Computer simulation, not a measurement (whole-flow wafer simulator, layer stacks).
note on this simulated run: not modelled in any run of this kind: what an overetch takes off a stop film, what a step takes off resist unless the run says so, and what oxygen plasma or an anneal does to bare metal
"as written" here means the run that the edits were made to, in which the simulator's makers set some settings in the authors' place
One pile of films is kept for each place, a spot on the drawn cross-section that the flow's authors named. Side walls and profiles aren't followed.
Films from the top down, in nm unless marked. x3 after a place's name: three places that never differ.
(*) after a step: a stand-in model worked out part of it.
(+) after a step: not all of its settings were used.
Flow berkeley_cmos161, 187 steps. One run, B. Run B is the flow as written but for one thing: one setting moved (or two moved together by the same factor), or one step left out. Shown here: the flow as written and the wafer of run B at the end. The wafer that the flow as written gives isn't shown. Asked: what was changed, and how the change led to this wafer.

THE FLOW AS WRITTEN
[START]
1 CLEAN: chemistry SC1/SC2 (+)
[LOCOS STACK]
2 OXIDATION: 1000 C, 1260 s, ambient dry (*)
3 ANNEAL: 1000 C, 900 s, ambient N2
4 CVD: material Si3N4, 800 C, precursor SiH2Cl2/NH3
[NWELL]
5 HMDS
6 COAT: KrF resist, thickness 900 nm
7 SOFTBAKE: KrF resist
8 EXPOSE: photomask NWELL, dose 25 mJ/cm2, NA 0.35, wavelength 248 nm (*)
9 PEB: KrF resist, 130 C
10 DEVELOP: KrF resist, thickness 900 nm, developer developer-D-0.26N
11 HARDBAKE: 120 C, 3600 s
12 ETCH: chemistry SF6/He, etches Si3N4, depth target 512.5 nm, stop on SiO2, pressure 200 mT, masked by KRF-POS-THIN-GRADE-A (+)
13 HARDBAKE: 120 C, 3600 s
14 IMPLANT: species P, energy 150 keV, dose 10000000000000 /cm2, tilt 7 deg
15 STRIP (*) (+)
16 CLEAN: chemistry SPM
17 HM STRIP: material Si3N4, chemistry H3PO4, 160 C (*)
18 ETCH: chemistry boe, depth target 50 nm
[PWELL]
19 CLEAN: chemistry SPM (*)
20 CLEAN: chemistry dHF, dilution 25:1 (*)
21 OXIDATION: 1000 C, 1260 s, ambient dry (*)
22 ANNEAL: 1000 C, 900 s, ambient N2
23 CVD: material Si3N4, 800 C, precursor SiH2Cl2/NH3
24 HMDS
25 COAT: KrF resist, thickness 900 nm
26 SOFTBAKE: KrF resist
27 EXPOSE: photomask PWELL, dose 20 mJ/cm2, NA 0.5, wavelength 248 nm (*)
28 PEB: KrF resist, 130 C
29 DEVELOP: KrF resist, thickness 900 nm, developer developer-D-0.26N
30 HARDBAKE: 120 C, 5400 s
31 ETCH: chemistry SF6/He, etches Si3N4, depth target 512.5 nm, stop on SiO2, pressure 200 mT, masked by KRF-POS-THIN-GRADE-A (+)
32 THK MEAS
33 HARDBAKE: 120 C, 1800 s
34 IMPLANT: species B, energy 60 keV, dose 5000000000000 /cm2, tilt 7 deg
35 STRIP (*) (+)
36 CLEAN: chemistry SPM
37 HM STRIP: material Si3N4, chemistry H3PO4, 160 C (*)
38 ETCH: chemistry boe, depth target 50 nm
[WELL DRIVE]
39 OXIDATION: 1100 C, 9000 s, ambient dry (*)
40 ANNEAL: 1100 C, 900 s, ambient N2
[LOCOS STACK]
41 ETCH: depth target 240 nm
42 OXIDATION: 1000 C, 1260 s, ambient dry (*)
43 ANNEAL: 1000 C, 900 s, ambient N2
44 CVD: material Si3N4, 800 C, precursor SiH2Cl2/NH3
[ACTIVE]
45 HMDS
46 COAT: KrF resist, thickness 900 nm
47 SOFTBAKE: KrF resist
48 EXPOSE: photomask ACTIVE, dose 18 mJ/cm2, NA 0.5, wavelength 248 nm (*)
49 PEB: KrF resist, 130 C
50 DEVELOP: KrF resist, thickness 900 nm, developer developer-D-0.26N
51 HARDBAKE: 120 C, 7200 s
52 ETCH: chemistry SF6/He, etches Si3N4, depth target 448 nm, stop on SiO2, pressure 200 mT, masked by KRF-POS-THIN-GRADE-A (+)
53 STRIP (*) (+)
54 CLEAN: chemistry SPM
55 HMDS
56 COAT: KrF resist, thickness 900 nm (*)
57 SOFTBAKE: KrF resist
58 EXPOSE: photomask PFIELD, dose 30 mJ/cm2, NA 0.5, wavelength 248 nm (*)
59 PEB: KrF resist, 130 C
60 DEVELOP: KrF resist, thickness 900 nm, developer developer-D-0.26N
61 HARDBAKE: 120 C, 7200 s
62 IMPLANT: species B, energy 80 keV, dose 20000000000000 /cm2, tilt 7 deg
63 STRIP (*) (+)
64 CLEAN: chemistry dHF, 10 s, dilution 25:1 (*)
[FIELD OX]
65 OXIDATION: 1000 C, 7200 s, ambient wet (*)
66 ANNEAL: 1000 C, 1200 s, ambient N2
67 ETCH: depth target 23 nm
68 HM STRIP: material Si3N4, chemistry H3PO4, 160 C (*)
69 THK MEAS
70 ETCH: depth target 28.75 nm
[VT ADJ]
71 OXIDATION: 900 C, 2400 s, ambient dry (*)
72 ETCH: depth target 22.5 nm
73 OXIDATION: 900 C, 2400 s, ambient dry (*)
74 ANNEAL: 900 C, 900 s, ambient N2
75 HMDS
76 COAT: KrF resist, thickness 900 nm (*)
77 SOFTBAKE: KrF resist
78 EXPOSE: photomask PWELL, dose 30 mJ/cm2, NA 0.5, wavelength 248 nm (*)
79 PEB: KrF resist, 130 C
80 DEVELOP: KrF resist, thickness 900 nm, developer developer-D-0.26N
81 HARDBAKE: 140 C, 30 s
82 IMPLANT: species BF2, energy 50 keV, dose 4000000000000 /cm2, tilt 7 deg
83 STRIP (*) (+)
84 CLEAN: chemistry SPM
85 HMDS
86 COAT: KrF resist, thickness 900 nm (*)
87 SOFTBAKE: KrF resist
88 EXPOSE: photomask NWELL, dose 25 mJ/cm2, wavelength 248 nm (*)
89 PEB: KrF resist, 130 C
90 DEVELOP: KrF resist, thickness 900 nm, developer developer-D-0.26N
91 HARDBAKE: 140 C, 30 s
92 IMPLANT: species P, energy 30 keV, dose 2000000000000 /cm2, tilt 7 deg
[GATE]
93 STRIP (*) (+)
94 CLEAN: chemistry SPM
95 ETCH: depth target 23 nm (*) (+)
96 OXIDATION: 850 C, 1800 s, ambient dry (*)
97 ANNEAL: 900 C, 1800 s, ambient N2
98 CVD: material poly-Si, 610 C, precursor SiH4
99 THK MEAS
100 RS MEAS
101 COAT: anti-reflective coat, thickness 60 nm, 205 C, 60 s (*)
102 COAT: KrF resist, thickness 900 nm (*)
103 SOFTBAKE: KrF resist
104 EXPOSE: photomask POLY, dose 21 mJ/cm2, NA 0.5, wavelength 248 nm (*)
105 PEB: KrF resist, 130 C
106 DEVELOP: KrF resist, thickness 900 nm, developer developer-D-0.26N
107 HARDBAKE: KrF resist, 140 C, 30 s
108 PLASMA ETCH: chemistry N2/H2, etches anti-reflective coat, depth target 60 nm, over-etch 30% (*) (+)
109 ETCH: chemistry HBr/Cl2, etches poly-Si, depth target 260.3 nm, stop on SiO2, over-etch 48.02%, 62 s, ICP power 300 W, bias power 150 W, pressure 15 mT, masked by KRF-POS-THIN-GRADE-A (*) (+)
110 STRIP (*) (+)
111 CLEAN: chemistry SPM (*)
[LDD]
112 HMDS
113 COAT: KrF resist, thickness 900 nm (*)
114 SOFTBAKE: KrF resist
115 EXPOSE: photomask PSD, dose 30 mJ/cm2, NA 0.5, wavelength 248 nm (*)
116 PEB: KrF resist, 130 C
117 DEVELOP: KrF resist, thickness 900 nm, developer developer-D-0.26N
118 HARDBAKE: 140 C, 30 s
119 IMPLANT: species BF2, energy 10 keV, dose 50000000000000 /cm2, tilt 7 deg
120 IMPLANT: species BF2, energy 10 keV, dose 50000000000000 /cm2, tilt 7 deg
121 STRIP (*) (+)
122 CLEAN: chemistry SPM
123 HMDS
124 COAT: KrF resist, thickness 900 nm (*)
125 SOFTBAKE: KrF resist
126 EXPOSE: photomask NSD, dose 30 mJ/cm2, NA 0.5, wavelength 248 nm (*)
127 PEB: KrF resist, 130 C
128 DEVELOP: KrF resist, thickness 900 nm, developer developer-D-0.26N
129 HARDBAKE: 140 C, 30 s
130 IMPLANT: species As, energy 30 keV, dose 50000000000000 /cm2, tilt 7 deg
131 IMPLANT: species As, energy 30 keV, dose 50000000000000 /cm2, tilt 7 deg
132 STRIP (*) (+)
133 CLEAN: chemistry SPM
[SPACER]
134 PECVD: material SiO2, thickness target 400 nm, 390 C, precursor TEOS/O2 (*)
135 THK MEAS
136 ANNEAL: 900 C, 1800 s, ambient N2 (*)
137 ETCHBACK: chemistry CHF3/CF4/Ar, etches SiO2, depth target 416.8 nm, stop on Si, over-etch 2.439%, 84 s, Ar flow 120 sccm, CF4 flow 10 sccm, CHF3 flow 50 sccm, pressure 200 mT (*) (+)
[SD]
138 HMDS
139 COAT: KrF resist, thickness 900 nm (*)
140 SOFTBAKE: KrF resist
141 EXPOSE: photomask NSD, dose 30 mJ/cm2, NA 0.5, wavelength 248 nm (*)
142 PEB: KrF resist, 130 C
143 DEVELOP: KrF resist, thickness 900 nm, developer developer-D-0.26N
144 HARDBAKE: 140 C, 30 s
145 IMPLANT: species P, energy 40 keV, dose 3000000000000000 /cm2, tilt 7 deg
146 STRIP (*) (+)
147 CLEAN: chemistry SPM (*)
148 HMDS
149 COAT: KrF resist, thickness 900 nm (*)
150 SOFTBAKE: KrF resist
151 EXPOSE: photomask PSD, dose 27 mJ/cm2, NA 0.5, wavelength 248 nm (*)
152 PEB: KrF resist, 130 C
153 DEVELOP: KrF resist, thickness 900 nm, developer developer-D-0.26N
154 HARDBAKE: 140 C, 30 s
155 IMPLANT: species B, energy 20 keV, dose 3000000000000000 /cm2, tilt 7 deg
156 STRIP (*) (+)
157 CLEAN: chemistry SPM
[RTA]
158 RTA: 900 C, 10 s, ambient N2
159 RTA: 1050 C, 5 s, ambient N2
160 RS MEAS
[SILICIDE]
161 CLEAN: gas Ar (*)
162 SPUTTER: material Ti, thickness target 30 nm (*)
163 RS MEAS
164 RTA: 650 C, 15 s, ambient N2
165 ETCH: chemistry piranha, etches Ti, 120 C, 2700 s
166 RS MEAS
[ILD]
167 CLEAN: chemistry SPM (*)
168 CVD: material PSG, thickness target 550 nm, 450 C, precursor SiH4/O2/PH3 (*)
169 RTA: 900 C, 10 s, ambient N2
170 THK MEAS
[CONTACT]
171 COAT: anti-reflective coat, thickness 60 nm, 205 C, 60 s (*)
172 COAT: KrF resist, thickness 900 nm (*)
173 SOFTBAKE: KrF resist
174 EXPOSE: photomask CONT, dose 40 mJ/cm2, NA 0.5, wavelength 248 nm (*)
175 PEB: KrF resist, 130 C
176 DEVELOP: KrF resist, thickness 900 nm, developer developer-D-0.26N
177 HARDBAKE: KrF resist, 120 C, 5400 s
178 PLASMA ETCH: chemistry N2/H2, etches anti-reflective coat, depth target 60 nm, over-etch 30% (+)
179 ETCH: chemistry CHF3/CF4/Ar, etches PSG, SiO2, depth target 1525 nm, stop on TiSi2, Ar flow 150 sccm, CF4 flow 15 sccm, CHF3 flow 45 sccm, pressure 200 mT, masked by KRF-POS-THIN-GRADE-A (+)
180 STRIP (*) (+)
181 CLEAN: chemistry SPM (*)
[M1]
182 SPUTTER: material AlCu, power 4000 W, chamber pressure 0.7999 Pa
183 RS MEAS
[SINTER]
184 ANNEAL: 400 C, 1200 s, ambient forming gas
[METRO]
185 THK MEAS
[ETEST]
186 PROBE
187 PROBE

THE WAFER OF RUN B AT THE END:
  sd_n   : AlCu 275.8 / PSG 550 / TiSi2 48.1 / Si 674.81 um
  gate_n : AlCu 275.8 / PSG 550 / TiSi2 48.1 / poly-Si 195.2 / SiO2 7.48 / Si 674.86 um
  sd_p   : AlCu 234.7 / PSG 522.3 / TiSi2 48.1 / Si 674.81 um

The cause: step 164, RTA: 6 s was run, where the flow has 15 s.

How the change led to this, step by step:
  164 RTA: 650 C, 15 s, ambient N2
      sd_n, sd_p, contact, m1: Ti -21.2, TiSi first +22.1 (new film), TiSi2 C49 +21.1 (new film), Si -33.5 (as written it would be: Ti -23.4, TiSi first +6.2 (new film), TiSi2 C49 +50.3 (new film), Si -49)
      gate_n, gate_p: Ti -21.2, TiSi first +22.1 (new film), TiSi2 C49 +21.1 (new film), poly-Si -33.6 (as written it would be: Ti -23.4, TiSi first +6.2 (new film), TiSi2 C49 +50.3 (new film), poly-Si -49.2)
  165 ETCH: chemistry piranha, etches Ti, 120 C, 2700 s
      sd_n, gate_n, sd_p, gate_p, contact, m1: Ti -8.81 (all of it), TiSi first -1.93 (as written it would be: Ti -6.6 (all of it), TiSi first -1.93)
  169 RTA: 900 C, 10 s, ambient N2
      sd_n, sd_p, contact, m1: under 1 film: TiSi2 +48.1 (new film), TiSi first -20.1 (all of it), TiSi2 C49 -21.1 (all of it), Si -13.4 (as written it would be: under 1 film: TiSi2 +53.3 (new film), TiSi first -4.27 (all of it), TiSi2 C49 -50.3 (all of it), Si -2.83)
      gate_n, gate_p: under 1 film: TiSi2 +48.1 (new film), TiSi first -20.1 (all of it), TiSi2 C49 -21.1 (all of it), poly-Si -13.4 (as written it would be: under 1 film: TiSi2 +53.3 (new film), TiSi first -4.27 (all of it), TiSi2 C49 -50.3 (all of it), poly-Si -2.85)
